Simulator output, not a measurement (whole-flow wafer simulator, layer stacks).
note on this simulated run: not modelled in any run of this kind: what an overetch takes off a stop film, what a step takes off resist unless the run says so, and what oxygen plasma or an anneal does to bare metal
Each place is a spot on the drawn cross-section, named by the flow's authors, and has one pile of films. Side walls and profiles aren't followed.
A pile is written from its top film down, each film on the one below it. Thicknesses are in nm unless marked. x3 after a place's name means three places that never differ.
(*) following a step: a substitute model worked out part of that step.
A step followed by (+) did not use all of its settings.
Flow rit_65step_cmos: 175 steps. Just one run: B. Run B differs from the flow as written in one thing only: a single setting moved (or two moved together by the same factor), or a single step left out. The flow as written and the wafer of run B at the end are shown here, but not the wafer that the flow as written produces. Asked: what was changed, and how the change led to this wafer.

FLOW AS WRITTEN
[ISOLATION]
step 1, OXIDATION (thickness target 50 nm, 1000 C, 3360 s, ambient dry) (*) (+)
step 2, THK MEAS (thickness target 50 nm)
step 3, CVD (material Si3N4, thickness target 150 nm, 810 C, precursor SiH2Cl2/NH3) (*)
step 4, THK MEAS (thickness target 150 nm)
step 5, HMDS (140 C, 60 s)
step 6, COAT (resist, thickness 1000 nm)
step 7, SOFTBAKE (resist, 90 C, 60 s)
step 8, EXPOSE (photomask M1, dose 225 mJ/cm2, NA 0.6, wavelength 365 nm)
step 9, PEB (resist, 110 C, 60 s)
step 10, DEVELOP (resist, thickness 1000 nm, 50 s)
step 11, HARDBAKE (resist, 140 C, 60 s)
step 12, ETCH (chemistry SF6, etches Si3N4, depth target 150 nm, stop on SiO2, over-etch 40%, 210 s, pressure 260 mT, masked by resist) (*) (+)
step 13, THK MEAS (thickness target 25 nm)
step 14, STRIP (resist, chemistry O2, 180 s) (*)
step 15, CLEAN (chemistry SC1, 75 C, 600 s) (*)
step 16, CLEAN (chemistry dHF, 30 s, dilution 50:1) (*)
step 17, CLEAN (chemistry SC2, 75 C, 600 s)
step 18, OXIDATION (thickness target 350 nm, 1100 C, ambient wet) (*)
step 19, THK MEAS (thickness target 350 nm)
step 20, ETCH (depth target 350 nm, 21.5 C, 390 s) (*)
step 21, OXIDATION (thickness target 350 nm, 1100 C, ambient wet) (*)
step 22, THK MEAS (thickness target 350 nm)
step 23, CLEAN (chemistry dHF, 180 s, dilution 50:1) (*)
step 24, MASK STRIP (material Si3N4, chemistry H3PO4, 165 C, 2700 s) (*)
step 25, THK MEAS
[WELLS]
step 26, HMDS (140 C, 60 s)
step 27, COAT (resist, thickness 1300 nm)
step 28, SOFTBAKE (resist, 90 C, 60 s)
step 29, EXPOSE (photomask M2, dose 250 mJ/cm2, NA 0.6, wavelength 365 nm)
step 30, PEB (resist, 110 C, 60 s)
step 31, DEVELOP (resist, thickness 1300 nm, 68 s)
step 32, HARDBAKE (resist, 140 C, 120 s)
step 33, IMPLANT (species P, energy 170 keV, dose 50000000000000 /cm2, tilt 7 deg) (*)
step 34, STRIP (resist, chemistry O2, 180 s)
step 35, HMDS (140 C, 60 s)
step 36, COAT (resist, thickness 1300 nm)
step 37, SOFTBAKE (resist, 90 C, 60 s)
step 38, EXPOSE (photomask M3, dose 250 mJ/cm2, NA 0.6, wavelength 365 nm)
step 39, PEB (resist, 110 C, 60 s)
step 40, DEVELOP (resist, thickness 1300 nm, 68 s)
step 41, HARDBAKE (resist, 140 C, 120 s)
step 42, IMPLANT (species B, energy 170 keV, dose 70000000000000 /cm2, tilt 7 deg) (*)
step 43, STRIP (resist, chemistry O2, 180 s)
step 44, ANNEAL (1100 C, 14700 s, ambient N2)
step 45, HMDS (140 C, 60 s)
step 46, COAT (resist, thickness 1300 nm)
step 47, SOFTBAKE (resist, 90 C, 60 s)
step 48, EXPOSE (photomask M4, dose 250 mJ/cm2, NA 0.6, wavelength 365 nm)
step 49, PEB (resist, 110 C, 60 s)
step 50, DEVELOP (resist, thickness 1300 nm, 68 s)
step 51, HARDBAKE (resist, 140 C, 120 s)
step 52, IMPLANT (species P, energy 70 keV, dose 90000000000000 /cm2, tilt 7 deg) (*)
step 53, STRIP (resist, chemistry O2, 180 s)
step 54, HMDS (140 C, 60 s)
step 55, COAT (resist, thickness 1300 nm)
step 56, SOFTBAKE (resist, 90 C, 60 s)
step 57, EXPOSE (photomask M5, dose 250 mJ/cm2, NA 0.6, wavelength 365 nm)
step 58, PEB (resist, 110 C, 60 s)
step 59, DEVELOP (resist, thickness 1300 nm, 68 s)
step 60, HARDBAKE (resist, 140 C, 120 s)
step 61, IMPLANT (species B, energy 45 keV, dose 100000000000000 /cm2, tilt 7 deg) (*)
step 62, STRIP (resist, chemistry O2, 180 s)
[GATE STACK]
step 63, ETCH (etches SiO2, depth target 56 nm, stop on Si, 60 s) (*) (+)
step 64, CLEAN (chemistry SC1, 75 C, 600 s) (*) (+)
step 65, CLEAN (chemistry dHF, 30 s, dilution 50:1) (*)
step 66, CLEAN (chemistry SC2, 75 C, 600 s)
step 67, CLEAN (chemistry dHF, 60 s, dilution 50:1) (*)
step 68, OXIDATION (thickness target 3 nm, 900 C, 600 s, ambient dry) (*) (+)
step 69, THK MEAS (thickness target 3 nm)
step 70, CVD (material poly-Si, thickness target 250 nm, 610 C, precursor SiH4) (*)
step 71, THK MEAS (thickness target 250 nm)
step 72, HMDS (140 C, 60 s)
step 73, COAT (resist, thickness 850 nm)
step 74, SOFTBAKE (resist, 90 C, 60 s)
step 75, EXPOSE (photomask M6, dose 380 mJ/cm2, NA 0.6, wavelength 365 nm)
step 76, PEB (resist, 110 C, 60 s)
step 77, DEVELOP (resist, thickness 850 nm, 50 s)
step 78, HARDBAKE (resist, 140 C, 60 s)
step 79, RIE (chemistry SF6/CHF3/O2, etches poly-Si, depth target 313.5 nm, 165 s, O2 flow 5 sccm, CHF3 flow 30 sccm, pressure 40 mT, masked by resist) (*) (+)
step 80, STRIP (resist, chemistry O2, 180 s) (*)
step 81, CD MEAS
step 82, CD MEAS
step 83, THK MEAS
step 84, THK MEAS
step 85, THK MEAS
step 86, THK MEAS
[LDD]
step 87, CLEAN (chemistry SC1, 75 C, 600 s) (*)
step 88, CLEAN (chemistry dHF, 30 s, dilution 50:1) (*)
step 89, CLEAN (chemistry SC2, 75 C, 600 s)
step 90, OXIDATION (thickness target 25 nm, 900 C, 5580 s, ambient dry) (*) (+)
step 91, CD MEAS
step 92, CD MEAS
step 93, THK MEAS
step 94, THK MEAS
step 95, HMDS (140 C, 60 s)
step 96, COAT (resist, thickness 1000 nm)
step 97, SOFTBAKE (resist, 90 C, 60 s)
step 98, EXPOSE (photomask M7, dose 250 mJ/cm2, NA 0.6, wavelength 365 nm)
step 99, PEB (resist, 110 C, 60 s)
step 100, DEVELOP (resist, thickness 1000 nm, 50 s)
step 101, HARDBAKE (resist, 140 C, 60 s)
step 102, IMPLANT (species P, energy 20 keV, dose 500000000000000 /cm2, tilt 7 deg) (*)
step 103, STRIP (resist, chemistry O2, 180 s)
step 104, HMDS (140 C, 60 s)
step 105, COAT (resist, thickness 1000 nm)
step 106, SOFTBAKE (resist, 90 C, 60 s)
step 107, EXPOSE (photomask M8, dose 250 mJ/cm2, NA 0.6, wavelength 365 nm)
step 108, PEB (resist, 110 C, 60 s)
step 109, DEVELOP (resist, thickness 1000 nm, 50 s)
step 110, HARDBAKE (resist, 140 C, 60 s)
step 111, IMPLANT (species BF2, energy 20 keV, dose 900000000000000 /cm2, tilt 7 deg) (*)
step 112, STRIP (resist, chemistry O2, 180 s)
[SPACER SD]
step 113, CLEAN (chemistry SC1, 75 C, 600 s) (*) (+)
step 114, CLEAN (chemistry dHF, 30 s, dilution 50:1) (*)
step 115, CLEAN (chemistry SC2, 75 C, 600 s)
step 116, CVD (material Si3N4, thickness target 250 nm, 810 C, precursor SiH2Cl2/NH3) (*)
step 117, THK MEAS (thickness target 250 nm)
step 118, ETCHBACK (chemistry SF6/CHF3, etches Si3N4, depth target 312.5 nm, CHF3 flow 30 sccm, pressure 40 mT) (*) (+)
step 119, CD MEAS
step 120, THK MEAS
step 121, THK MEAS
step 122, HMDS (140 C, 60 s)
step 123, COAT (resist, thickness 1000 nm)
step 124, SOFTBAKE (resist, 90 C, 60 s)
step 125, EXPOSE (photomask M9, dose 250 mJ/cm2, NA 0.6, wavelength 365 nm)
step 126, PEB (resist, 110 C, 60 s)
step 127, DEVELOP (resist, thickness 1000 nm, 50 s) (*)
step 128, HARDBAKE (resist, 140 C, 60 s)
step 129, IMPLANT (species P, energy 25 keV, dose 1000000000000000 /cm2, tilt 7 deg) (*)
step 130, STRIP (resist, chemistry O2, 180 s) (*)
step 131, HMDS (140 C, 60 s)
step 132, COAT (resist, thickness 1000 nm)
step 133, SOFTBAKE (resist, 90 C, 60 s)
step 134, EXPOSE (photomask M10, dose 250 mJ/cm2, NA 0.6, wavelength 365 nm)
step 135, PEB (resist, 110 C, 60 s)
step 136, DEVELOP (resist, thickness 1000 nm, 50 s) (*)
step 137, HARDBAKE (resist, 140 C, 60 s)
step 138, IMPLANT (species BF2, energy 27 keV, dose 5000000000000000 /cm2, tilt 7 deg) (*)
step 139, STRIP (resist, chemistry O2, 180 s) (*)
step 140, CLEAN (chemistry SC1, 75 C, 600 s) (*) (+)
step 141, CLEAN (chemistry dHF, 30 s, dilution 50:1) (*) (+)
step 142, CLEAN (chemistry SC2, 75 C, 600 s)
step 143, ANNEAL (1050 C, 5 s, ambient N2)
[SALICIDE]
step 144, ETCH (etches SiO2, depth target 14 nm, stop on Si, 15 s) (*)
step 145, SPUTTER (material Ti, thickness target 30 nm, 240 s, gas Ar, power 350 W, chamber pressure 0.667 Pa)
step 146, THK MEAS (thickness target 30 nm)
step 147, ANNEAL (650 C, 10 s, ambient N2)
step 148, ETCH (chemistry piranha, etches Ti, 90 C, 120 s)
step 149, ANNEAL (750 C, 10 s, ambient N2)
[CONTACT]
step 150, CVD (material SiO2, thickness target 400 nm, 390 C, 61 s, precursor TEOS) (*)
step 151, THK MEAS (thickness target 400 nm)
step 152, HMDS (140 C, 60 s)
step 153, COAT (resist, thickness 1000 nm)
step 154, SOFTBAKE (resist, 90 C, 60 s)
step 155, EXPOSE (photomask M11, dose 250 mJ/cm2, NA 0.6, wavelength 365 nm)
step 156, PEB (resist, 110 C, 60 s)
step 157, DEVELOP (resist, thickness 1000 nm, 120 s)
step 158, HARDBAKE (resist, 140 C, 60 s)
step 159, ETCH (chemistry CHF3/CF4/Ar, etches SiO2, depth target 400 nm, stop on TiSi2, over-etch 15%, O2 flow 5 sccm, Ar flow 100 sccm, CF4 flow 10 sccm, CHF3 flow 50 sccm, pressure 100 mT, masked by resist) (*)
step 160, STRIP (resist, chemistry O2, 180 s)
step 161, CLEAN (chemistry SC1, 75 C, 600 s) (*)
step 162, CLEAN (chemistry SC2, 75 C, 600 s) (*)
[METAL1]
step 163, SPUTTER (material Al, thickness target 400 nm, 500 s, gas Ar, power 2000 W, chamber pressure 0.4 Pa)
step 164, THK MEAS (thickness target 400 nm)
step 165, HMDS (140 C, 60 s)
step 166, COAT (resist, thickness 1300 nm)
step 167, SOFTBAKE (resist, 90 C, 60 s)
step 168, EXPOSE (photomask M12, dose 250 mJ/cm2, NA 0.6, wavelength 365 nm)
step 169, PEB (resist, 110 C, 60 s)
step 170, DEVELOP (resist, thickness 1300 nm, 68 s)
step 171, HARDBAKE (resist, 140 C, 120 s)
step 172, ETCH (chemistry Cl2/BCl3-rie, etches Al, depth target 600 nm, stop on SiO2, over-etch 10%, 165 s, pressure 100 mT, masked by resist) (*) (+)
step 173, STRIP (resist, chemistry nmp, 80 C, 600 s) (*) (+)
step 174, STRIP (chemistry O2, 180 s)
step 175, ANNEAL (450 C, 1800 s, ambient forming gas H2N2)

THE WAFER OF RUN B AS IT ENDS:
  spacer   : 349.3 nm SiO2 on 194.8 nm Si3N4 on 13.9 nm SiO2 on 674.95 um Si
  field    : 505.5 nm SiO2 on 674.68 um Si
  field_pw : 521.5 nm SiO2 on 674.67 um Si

The reason: step 163, SPUTTER: power 1434 W was run, though the flow has power 2000 W.

Step by step, how the change led to this:
  step 163, SPUTTER (material Al, thickness target 400 nm, 500 s, gas Ar, power 2000 W, chamber pressure 0.4 Pa)
      field, field_p, spacer, spacer_p: Al gains 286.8 (new film) (in the flow as written it would be: Al gains 400 (new film))
      gate_n, gate_p: Al gains 286.8 (new film) (in the flow as written it would be: Al gains 396 (new film))
      (and at 2 other places as well)
  step 172, ETCH (chemistry Cl2/BCl3-rie, etches Al, depth target 600 nm, stop on SiO2, over-etch 10%, 165 s, pressure 100 mT, masked by resist) (*) (+)
      field, spacer, spacer_p: Al loses 286.8 (all of it), SiO2 loses 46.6 (in the flow as written it would be: Al loses 400 (all of it), SiO2 loses 32.5)
      gate_n, gate_p: Al loses 286.8 (all of it), SiO2 loses 46.6 (in the flow as written it would be: Al loses 396 (all of it), SiO2 loses 33)
      (and at 3 other places as well)
